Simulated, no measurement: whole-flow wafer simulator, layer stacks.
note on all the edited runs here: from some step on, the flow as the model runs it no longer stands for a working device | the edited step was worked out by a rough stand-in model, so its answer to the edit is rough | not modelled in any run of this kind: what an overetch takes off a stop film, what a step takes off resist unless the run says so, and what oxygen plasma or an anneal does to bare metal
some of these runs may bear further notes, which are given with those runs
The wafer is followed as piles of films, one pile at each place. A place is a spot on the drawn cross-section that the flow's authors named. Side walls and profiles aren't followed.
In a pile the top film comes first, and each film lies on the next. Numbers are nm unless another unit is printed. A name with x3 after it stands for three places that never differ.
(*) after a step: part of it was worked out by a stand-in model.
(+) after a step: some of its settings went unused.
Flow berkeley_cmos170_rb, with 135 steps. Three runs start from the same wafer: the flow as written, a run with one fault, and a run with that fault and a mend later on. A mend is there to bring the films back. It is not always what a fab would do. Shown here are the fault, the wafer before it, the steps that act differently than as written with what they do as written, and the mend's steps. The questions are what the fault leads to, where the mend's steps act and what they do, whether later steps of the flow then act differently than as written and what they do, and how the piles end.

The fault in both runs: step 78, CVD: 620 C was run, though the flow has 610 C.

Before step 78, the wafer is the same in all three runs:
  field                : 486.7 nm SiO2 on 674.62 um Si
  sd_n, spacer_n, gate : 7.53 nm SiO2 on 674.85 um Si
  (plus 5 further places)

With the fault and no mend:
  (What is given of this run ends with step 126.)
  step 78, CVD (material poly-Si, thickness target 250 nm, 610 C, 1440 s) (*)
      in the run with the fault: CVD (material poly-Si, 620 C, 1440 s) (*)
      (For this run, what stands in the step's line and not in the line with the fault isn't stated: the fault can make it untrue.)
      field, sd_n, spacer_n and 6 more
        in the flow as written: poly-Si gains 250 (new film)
        in the run with the fault: poly-Si gains 305.1 (new film)
  Steps later in the flow that act otherwise than as written (4 more steps, not shown, differ only slightly: by at most 2% or 0.5 nm, whichever is larger):
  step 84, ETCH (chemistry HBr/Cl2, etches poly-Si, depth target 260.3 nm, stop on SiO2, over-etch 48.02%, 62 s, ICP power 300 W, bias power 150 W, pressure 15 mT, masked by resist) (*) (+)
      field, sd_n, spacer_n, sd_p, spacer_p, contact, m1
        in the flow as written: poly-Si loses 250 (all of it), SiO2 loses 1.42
        in the run with the fault: poly-Si loses 305.1 (all of it), SiO2 loses 0.4
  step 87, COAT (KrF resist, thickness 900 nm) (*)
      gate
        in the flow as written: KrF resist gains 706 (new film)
        in the run with the fault: KrF resist gains 663.7 (new film)
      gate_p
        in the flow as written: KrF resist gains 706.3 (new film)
        in the run with the fault: KrF resist gains 664.3 (new film)
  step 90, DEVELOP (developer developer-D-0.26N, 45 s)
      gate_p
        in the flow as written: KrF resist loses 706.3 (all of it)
        in the run with the fault: KrF resist loses 664.3 (all of it)
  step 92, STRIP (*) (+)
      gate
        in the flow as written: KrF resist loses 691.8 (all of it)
        in the run with the fault: KrF resist loses 649.5 (all of it)
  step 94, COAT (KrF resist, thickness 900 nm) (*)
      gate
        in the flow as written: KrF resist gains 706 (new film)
        in the run with the fault: KrF resist gains 663.7 (new film)
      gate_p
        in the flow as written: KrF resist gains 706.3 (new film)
        in the run with the fault: KrF resist gains 664.3 (new film)
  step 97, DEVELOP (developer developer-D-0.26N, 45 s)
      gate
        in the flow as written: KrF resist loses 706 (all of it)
        in the run with the fault: KrF resist loses 663.7 (all of it)
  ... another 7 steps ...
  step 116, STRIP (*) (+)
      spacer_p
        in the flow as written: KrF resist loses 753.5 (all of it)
        in the run with the fault: KrF resist loses 714.7 (all of it)
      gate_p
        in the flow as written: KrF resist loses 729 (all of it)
        in the run with the fault: KrF resist loses 691.2 (all of it)
  The piles after step 126 differ from the flow's at spacer_n, gate, spacer_p, gate_p by more than 2% or 0.5 nm, whichever is larger.
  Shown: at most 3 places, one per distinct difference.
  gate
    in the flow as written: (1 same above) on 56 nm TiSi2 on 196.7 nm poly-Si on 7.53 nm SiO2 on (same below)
    in the run with the fault: (1 same above) on 56 nm TiSi2 on 251.8 nm poly-Si on 7.53 nm SiO2 on (same below)
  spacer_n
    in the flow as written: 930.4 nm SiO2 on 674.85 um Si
    in the run with the fault: 985.6 nm SiO2 on 674.85 um Si
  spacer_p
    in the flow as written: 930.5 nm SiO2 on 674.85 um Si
    in the run with the fault: 985.6 nm SiO2 on 674.85 um Si

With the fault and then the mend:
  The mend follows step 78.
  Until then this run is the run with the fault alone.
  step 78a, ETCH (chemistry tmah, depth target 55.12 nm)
      field, sd_n, spacer_n and 6 more
        poly-Si loses 55.1
  None of the later steps of the flow acts differently than as written at any place that is followed.
  The piles end the same as the flow's at every place that both follow.
